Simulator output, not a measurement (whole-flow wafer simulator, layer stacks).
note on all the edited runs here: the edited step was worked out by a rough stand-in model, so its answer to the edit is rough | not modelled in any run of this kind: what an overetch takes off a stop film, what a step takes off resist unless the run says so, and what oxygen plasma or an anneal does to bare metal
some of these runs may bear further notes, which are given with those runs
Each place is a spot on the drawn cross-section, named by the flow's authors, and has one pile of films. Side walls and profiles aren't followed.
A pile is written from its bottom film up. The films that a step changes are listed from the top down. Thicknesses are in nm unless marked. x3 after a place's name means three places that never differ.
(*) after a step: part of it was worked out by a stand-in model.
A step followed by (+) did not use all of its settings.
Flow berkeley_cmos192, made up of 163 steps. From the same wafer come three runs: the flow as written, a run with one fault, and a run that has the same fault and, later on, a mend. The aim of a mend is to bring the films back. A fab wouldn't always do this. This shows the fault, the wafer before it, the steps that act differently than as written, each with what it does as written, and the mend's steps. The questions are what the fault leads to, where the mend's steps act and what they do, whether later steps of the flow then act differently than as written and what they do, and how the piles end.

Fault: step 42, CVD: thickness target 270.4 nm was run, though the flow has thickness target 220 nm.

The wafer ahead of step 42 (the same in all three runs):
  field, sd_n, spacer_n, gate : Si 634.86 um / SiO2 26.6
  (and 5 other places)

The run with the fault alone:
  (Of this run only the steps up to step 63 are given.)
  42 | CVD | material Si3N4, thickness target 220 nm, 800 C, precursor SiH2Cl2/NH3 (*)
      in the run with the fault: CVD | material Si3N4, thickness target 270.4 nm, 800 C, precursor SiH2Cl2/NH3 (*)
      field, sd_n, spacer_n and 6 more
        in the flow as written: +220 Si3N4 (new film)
        in the run with the fault: +270.4 Si3N4 (new film)
  Steps later in the flow that act otherwise than as written (not shown: 2 more steps that differ only slightly, by at most 2% or 0.5 nm, whichever is larger):
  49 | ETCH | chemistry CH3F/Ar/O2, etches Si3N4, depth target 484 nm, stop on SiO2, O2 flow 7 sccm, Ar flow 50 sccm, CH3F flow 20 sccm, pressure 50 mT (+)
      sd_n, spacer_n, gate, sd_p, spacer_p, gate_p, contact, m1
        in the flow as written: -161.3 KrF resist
        in the run with the fault: -194.9 KrF resist
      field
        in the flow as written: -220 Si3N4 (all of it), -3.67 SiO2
        in the run with the fault: -270.4 Si3N4 (all of it), -3.67 SiO2
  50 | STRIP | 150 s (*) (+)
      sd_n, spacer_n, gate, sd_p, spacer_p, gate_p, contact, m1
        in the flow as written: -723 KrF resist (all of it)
        in the run with the fault: -689.4 KrF resist (all of it)
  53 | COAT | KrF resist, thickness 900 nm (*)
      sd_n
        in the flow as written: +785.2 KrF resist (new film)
        in the run with the fault: +759.6 KrF resist (new film)
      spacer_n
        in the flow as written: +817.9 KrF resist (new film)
        in the run with the fault: +800.4 KrF resist (new film)
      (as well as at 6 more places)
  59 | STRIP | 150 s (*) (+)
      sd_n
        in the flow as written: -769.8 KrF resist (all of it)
        in the run with the fault: -744.2 KrF resist (all of it)
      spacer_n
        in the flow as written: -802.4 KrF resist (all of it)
        in the run with the fault: -785 KrF resist (all of it)
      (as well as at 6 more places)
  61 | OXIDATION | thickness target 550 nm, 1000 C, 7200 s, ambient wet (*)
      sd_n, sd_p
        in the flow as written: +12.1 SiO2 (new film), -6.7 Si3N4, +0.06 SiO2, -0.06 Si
        in the run with the fault: +12.1 SiO2 (new film), -6.7 Si3N4
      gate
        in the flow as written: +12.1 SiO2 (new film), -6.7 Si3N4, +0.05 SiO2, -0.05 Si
        in the run with the fault: +12.1 SiO2 (new film), -6.7 Si3N4
  The piles after step 63 differ from the flow's at sd_n, spacer_n, gate, sd_p, spacer_p, gate_p, contact, m1 by more than 2% or 0.5 nm, whichever is larger.
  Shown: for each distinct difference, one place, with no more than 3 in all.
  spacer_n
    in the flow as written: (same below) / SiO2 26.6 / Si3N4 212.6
    in the run with the fault: (same below) / SiO2 26.6 / Si3N4 263
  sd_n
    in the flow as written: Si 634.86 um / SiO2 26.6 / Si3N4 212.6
    in the run with the fault: Si 634.86 um / SiO2 26.6 / Si3N4 263

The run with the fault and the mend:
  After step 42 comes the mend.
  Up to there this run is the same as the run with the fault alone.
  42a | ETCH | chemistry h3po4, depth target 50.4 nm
      field, sd_n, spacer_n and 6 more
        -50.4 Si3N4
  None of the later steps of the flow acts differently than as written at any place that is followed.
  At every place that both follow, the piles at the end match the flow's.
